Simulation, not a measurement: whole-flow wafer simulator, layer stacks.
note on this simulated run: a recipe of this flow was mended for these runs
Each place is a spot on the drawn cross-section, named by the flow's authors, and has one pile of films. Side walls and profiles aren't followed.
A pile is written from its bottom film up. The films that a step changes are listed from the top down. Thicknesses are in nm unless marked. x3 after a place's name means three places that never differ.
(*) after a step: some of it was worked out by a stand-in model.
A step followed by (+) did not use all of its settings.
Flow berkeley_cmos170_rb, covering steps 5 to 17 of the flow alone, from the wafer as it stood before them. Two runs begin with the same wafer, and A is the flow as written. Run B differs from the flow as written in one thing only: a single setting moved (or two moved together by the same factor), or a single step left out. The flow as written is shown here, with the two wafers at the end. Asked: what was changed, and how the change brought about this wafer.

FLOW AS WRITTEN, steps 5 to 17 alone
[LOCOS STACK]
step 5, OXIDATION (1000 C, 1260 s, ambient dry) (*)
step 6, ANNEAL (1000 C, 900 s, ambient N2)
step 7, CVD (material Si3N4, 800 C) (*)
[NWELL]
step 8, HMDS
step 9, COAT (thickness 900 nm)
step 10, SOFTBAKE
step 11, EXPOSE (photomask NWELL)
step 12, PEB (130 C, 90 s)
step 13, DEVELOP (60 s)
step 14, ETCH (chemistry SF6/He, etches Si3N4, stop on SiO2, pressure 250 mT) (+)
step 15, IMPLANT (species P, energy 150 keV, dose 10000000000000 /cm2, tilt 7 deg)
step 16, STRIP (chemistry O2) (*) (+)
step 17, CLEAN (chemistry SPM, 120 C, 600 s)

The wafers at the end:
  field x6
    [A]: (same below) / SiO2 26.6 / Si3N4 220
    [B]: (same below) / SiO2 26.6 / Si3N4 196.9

What caused this: step 7, CVD: 792 C was run, though the flow has 800 C.

How this came from the change, step by step:
  step 7, CVD (material Si3N4, 800 C) (*)
      field x6, sd_p x3: A +220 Si3N4 (new film) | B +196.9 Si3N4 (new film)
  step 14, ETCH (chemistry SF6/He, etches Si3N4, stop on SiO2, pressure 250 mT) (+)
      field x6: A -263 KrF-resist | B -237.9 KrF-resist
      sd_p x3: A -220 Si3N4 (all of it), -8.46 SiO2 | B -196.9 Si3N4 (all of it), -8.46 SiO2
  step 16, STRIP (chemistry O2) (*) (+)
      field x6: A -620 KrF-resist (all of it) | B -645.1 KrF-resist (all of it)
